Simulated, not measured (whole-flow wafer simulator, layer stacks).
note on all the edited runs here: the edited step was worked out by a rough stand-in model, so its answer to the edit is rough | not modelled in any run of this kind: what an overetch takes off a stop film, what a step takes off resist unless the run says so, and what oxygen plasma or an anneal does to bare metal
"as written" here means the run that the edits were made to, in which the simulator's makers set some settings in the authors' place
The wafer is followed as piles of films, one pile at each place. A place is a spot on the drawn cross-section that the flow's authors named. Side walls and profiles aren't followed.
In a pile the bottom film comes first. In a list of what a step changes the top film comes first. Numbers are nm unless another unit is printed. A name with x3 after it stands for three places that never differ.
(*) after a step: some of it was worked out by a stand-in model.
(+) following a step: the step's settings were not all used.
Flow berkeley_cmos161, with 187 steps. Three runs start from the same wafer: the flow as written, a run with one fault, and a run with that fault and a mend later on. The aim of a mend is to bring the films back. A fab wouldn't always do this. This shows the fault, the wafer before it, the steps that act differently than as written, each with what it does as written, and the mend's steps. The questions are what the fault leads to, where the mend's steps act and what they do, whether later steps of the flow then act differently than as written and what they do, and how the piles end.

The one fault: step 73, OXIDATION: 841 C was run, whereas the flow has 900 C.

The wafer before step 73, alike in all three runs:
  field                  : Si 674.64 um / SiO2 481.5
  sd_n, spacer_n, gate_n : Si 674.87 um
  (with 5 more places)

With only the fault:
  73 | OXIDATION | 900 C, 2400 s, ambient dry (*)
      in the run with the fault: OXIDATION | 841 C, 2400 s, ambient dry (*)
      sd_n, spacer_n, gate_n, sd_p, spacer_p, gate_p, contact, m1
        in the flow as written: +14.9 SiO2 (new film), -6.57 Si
        in the run with the fault: +8.1 SiO2 (new film), -3.56 Si
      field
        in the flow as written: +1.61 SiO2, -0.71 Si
        in the run with the fault: +0.53 SiO2, -0.23 Si
  Steps later in the flow that act otherwise than as written (44 more steps, not shown, differ only slightly: by at most 2% or 0.5 nm, whichever is larger):
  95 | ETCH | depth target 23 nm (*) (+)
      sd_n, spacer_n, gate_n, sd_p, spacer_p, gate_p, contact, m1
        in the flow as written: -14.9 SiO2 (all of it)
        in the run with the fault: -8.1 SiO2 (all of it)
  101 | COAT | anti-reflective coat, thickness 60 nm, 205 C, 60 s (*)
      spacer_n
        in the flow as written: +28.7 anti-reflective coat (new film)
        in the run with the fault: +29.4 anti-reflective coat (new film)
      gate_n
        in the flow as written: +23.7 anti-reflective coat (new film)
        in the run with the fault: +24.4 anti-reflective coat (new film)
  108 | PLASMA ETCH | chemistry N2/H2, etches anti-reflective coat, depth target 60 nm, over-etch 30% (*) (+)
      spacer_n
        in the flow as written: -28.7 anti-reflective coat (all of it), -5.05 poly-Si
        in the run with the fault: -29.4 anti-reflective coat (all of it), -4.94 poly-Si
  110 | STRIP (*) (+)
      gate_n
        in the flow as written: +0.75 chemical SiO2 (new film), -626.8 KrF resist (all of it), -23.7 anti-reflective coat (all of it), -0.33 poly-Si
        in the run with the fault: +0.75 chemical SiO2 (new film), -624.5 KrF resist (all of it), -24.4 anti-reflective coat (all of it), -0.33 poly-Si
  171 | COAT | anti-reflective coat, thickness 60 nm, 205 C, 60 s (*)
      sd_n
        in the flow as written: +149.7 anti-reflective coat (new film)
        in the run with the fault: +146.7 anti-reflective coat (new film)
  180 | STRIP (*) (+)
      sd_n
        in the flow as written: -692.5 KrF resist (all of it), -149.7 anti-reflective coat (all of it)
        in the run with the fault: -692.9 KrF resist (all of it), -146.7 anti-reflective coat (all of it)
  The piles end only slightly different from the flow's at the places that both follow, by no more than 2% or 0.5 nm, whichever is larger.

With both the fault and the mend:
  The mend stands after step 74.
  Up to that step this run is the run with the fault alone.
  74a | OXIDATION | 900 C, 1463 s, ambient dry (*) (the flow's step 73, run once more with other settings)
      sd_n, spacer_n, gate_n, sd_p, spacer_p, gate_p, contact, m1
        +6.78 SiO2, -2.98 Si
      field
        +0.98 SiO2, -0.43 Si
  Every later step of the flow that is run acts as written, at every place that is followed, to within 2% or 0.5 nm, whichever is larger.
  The piles end only slightly different from the flow's at the places that both follow, by no more than 2% or 0.5 nm, whichever is larger.
